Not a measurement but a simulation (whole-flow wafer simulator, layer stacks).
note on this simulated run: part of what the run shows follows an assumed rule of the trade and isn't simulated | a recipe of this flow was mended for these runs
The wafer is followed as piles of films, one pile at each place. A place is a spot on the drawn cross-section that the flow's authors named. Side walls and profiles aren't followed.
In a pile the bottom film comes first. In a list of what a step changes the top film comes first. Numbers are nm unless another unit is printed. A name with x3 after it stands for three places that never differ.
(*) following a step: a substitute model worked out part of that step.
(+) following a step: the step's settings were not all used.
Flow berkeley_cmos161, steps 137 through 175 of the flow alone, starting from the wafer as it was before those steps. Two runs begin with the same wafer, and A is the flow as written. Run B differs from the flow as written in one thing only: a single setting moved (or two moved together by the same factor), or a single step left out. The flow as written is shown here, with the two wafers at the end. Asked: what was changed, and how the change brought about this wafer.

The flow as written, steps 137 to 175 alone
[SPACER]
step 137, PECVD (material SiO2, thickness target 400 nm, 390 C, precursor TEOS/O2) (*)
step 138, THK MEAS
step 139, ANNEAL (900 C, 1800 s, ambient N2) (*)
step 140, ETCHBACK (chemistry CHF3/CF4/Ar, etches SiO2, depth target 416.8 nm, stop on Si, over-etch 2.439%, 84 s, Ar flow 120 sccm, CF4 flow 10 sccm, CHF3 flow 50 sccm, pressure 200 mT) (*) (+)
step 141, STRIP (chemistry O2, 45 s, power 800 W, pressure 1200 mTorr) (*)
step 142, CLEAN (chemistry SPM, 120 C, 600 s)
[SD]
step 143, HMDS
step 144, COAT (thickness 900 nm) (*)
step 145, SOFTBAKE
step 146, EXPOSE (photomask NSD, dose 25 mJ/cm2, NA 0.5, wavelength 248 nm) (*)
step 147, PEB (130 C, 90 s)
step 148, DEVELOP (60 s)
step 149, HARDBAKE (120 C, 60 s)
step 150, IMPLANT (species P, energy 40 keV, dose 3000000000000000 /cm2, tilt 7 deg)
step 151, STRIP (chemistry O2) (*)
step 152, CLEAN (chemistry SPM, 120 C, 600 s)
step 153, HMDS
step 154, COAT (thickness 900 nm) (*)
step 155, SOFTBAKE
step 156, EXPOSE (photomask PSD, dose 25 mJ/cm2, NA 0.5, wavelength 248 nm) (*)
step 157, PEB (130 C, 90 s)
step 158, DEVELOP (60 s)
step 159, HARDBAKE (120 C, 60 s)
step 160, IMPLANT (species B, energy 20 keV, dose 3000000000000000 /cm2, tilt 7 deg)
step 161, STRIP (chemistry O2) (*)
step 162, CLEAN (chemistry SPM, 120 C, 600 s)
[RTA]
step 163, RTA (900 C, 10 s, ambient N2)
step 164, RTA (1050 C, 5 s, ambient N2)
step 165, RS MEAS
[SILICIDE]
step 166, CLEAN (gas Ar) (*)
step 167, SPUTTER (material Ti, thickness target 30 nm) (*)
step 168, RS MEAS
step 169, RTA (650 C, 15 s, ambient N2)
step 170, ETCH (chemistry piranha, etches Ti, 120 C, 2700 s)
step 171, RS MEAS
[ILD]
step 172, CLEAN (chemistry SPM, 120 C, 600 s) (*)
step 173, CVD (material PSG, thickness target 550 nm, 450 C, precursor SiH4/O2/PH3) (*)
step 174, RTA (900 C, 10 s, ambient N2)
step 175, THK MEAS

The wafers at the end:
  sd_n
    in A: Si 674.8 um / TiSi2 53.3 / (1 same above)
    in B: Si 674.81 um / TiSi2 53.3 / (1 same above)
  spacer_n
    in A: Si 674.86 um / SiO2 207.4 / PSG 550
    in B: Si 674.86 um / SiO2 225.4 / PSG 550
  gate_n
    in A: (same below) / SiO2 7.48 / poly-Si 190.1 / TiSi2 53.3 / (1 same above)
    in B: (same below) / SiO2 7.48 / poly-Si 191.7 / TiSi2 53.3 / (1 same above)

Cause: step 139, ANNEAL: 900 C, 1800 s, ambient N2 (*), was not run.

Step by step, how the change led to this:
  step 140, ETCHBACK (chemistry CHF3/CF4/Ar, etches SiO2, depth target 416.8 nm, stop on Si, over-etch 2.439%, 84 s, Ar flow 120 sccm, CF4 flow 10 sccm, CHF3 flow 50 sccm, pressure 200 mT) (*) (+)
      gate_n, gate_p: A -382 SiO2 (all of it), -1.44 chemical SiO2 (all of it), -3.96 poly-Si | B -400 SiO2 (all of it), -1.44 chemical SiO2 (all of it), -2.32 poly-Si
      sd_n: A -387.9 SiO2 (all of it), -3.96 Si | B -405.9 SiO2 (all of it), -2.32 Si
      (also at 3 further places)
